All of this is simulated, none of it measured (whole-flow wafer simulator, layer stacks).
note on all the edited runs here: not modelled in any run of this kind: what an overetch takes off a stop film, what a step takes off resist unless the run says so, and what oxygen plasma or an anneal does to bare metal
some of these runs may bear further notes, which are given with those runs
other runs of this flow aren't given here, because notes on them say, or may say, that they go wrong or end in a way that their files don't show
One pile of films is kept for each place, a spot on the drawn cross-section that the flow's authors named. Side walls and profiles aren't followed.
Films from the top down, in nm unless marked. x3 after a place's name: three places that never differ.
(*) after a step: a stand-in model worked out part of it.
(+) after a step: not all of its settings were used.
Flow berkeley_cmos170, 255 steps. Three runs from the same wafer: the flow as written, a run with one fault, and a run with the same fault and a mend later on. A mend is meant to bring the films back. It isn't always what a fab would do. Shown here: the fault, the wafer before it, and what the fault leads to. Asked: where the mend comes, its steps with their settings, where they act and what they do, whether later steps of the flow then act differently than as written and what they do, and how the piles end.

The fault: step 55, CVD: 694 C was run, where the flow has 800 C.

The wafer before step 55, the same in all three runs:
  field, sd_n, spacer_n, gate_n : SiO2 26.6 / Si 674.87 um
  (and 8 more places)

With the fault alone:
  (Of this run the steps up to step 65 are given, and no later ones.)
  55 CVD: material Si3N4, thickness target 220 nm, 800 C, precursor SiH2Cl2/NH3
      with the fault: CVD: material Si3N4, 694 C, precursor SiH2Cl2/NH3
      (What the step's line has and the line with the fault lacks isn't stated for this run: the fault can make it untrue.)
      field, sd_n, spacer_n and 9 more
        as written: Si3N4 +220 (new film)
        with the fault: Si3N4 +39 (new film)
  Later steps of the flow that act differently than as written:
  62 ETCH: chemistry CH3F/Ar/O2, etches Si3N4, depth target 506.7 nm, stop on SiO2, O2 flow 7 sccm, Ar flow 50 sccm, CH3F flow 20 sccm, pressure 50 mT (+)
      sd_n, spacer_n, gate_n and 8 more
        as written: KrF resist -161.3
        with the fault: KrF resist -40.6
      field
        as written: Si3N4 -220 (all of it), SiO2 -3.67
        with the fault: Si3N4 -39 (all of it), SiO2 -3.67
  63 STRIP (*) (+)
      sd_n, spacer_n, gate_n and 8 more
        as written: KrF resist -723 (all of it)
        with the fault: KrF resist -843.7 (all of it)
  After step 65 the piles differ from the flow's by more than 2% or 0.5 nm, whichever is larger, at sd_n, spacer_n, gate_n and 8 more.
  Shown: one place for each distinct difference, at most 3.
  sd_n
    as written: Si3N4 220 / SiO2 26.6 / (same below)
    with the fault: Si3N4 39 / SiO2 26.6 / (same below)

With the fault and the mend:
  The mend comes after step 61.
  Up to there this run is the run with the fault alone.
  61a STRIP (*) (+)
      sd_n, spacer_n, gate_n and 8 more
        KrF resist -884.4 (all of it)
  61b CLEAN: chemistry SPM
      changes no film at any place that is followed
  61c CVD: material Si3N4, thickness target 181 nm, 800 C, precursor SiH2Cl2/NH3 (the flow's step 55 once more, with other settings)
      field, sd_n, spacer_n and 9 more
        Si3N4 +181
  61d HMDS (the flow's step 56 once more)
      changes no film at any place that is followed
  61e COAT: KrF resist, thickness 900 nm (the flow's step 57 once more)
      field, sd_n, spacer_n and 9 more
        KrF resist +900 (new film)
  61f SOFTBAKE: KrF resist (the flow's step 58 once more)
      changes no film at any place that is followed
  61g EXPOSE: photomask ACTIVE, dose 20 mJ/cm2, NA 0.5, wavelength 248 nm (*) (the flow's step 59 once more)
      changes no film at any place that is followed
  61h PEB: KrF resist, 130 C (the flow's step 60 once more)
      field, sd_n, spacer_n and 9 more
        KrF resist -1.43
  61i DEVELOP: KrF resist, thickness 900 nm, developer developer-D-0.26N (the flow's step 61 once more)
      sd_n, spacer_n, gate_n and 8 more
        KrF resist -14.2
      field
        KrF resist -898.6 (all of it)
  No later step of the flow acts differently than as written, at any place that is followed, by more than 2% or 0.5 nm, whichever is larger.
  At the end the piles are the same as the flow's at every place that both follow.
